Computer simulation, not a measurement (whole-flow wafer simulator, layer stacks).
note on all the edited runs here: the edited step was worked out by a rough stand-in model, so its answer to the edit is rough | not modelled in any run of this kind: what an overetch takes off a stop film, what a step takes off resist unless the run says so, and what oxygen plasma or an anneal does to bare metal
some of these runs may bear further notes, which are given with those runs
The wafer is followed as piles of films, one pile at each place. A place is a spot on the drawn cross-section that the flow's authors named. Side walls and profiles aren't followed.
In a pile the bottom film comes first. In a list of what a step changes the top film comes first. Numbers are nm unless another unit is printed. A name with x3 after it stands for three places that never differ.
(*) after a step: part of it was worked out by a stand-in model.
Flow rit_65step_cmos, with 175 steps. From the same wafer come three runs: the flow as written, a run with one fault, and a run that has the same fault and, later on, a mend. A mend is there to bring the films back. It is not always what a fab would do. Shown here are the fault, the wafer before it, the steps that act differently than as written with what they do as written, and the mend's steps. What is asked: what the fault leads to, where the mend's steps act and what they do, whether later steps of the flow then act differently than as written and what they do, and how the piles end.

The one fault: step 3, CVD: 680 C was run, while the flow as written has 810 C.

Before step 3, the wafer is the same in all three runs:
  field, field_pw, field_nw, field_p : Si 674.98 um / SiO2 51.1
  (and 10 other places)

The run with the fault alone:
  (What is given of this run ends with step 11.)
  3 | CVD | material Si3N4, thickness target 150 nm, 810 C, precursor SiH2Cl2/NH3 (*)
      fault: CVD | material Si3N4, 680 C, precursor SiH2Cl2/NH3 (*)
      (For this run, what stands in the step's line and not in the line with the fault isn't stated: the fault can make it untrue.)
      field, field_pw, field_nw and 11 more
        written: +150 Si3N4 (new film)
        fault: +13.8 Si3N4 (new film)
  None of the later steps of the flow up to step 11 acts differently than as written at any place that is followed.
  After step 11, at field, field_pw, field_nw and 11 more, the piles differ from the flow's by more than 2% or 0.5 nm, whichever is larger.
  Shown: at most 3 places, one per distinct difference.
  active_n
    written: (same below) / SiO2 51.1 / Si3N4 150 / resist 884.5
    fault: (same below) / SiO2 51.1 / Si3N4 13.8 / resist 884.5
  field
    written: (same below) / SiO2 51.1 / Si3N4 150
    fault: (same below) / SiO2 51.1 / Si3N4 13.8

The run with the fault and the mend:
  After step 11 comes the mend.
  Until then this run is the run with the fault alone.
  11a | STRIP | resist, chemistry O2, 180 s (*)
      active_n, active_p, gate_n and 7 more
        -884.5 resist (all of it)
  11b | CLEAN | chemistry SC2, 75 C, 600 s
      does not change any film at any place that is followed
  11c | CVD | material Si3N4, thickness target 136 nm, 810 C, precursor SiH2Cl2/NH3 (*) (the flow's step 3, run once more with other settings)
      field, field_pw, field_nw and 11 more
        +136 Si3N4
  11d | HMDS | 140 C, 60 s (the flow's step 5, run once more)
      does not change any film at any place that is followed
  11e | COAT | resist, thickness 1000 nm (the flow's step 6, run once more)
      field, field_pw, field_nw and 11 more
        +1000 resist (new film)
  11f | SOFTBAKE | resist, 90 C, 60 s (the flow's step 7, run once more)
      does not change any film at any place that is followed
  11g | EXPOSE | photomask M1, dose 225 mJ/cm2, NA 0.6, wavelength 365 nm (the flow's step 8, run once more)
      does not change any film at any place that is followed
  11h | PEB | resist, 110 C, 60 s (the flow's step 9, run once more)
      field, field_pw, field_nw and 11 more
        -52 resist
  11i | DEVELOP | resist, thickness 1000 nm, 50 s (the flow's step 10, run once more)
      field, field_pw, field_nw, field_p
        -948 resist (all of it)
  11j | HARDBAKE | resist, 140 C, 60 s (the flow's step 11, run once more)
      active_n, active_p, gate_n and 7 more
        -63.5 resist
  None of the later steps of the flow differs from how it acts as written, at any place that is followed, by more than 2% or 0.5 nm, whichever is larger.
  The piles end the same as the flow's at every place that both follow.
